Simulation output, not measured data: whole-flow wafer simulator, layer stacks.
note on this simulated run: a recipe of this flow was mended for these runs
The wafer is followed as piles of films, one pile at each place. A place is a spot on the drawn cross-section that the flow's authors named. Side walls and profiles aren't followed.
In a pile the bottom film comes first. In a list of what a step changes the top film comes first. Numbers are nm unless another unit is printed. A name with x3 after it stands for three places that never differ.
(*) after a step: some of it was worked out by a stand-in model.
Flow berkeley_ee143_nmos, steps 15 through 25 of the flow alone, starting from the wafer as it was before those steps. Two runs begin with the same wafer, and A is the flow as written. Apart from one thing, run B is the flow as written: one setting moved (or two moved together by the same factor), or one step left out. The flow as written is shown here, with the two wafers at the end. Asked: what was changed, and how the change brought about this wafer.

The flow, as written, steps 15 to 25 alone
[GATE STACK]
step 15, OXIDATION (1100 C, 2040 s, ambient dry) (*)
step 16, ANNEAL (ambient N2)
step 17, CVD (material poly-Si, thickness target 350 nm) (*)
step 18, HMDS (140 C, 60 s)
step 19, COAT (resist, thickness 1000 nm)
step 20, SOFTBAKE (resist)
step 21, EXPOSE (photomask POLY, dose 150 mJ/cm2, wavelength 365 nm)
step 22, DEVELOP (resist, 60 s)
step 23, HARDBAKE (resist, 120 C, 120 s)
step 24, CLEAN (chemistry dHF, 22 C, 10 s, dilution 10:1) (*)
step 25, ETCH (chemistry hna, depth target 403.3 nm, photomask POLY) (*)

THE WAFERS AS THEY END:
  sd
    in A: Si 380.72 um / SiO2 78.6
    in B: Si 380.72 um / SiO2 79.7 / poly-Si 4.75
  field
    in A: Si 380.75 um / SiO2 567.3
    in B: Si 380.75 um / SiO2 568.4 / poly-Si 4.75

The reason: step 25, ETCH: depth target 345.3 nm was run, while the flow as written has depth target 403.3 nm.

Step by step, how the change led to this:
  step 25, ETCH (chemistry hna, depth target 403.3 nm, photomask POLY) (*)
      sd, contact, field: A -350 poly-Si (all of it), -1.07 SiO2 | B -345.3 poly-Si
